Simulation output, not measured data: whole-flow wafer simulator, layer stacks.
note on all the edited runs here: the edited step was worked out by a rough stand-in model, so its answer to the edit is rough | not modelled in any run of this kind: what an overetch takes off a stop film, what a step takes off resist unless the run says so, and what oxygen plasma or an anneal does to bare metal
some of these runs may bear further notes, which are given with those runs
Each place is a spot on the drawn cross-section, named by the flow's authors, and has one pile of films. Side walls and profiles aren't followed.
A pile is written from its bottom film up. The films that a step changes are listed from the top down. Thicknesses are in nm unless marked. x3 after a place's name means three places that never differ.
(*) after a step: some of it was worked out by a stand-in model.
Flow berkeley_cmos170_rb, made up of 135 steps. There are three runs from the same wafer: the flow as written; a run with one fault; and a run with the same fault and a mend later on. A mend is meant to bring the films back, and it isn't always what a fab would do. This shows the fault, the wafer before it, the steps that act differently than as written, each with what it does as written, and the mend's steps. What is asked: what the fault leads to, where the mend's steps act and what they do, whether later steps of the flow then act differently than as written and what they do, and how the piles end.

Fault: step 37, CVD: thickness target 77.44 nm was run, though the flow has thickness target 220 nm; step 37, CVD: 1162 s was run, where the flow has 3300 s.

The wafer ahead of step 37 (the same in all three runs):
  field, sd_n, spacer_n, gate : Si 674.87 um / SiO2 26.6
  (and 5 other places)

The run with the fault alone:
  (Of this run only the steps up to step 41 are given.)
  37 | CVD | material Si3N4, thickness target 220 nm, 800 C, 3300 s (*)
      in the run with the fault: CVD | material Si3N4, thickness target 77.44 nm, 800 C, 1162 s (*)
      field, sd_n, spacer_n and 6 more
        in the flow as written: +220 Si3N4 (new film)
        in the run with the fault: +77.4 Si3N4 (new film)
  Every later step of the flow up to step 41 that is run acts as written at every place that is followed.
  After step 41, at field, sd_n, spacer_n and 6 more, the piles differ from the flow's by more than 2% or 0.5 nm, whichever is larger.
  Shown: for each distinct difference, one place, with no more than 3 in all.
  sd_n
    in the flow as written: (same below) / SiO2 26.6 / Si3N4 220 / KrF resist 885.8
    in the run with the fault: (same below) / SiO2 26.6 / Si3N4 77.4 / KrF resist 885.8
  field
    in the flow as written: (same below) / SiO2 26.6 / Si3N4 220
    in the run with the fault: (same below) / SiO2 26.6 / Si3N4 77.4

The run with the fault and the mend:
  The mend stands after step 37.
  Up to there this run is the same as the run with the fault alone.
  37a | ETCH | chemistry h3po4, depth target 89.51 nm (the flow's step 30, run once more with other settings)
      field, sd_n, spacer_n and 6 more
        -77.4 Si3N4 (all of it)
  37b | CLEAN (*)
      alters no film at any place that is followed
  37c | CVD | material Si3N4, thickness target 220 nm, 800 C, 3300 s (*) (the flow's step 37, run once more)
      field, sd_n, spacer_n and 6 more
        +220 Si3N4 (new film)
  Every later step of the flow that is run acts as written at every place that is followed.
  The piles end the same as the flow's at every place that both follow.
